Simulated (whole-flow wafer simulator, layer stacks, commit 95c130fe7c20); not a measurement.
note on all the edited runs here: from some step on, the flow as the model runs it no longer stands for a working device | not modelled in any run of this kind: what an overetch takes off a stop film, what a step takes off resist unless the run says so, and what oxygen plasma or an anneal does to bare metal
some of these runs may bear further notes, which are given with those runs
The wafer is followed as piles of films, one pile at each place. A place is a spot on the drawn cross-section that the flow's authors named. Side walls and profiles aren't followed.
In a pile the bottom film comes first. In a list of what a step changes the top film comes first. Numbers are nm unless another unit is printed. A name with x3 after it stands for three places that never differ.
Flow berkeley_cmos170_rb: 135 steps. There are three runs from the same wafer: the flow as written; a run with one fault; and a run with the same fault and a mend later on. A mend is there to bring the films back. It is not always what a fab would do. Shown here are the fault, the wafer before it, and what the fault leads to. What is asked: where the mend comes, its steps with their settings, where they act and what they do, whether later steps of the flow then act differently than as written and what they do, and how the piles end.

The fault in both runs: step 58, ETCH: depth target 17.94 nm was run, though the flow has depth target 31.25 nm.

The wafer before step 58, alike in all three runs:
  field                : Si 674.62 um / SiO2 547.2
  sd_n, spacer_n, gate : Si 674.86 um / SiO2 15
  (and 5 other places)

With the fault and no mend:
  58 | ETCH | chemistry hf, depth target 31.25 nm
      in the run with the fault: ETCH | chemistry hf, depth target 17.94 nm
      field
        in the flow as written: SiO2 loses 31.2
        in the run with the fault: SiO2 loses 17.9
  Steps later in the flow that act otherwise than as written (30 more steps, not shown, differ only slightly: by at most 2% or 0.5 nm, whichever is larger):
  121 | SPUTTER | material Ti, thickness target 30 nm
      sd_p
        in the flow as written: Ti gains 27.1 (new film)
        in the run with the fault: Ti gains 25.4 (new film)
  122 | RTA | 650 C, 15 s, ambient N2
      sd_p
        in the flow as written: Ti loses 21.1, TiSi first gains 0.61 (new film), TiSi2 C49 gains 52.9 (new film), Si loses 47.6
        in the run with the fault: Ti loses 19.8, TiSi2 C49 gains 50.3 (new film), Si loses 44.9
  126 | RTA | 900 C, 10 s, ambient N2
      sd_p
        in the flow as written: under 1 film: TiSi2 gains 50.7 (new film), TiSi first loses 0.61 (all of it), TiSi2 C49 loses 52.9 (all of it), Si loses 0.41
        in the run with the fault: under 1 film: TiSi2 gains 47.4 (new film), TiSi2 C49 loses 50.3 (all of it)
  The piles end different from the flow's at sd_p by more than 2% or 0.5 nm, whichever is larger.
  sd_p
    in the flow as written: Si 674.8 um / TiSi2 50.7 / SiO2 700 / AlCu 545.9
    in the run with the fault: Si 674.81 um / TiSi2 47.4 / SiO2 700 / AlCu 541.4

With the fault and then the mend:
  The mend stands after step 58.
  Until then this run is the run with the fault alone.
  58a | ETCH | chemistry hf, depth target 13.31 nm (a further turn of the flow's step 58, with different settings)
      field
        SiO2 loses 13.3
  None of the later steps of the flow differs from how it acts as written, at any place that is followed, by more than 2% or 0.5 nm, whichever is larger.
  At every place that both follow, the piles at the end match the flow's.
